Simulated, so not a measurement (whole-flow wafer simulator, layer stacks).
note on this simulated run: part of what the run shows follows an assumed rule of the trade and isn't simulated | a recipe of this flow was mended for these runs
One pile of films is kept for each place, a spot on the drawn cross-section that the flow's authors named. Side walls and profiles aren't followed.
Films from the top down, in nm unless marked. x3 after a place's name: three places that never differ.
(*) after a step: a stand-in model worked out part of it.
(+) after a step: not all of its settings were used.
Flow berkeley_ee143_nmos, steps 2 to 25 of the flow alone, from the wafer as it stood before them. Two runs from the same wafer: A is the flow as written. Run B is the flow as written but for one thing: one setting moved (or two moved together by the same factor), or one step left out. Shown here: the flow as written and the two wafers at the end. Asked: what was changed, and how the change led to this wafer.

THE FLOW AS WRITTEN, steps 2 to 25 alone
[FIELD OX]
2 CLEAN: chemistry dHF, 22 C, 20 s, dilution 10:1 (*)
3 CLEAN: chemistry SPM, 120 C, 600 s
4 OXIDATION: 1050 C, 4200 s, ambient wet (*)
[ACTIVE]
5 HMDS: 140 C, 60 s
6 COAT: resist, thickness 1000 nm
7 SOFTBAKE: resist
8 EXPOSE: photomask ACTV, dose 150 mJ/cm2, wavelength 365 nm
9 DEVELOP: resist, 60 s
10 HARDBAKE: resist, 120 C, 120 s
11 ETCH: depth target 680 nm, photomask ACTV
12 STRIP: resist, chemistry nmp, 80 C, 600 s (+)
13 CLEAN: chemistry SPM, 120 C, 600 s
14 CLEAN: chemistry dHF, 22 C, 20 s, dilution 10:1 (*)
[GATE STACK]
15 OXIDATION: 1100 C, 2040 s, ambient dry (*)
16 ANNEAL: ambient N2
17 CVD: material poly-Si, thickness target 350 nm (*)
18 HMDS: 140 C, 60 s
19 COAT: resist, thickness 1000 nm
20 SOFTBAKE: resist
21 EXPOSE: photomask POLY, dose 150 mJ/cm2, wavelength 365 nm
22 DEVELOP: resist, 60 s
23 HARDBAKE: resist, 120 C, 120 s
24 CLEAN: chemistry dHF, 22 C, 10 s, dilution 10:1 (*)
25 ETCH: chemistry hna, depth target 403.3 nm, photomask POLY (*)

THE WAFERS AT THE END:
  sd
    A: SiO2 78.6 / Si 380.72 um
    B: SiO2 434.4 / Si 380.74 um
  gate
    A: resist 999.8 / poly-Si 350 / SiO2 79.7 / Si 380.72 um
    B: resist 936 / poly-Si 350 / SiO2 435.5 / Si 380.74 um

The cause: step 11, ETCH: depth target 136 nm was run, where the flow has depth target 680 nm.

How the change led to this, step by step:
  11 ETCH: depth target 680 nm, photomask ACTV
      gate, sd, contact: A SiO2 -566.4 (all of it) | B SiO2 -136
  13 CLEAN: chemistry SPM, 120 C, 600 s
      gate, sd, contact: A chemical SiO2 +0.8 (new film), Si -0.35 | B nothing
  14 CLEAN: chemistry dHF, 22 C, 20 s, dilution 10:1 (*)
      gate, sd, contact: A chemical SiO2 -0.8 (all of it) | B SiO2 -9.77
  15 OXIDATION: 1100 C, 2040 s, ambient dry (*)
      gate, sd, contact: A SiO2 +79.7 (new film), Si -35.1 | B SiO2 +14.9, Si -6.55
  19 COAT: resist, thickness 1000 nm
      gate: A resist +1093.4 (new film) | B resist +1023.1 (new film)
      sd: A resist +1066.2 (new film) | B resist +1017 (new film)
      (and at 2 more places)
  22 DEVELOP: resist, 60 s
      sd: A resist -1066.2 (all of it) | B resist -1017 (all of it)
      contact: A resist -1092 (all of it) | B resist -1022.4 (all of it)
      (and at 1 more place)
  23 HARDBAKE: resist, 120 C, 120 s
      gate: A resist -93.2 | B resist -86.8
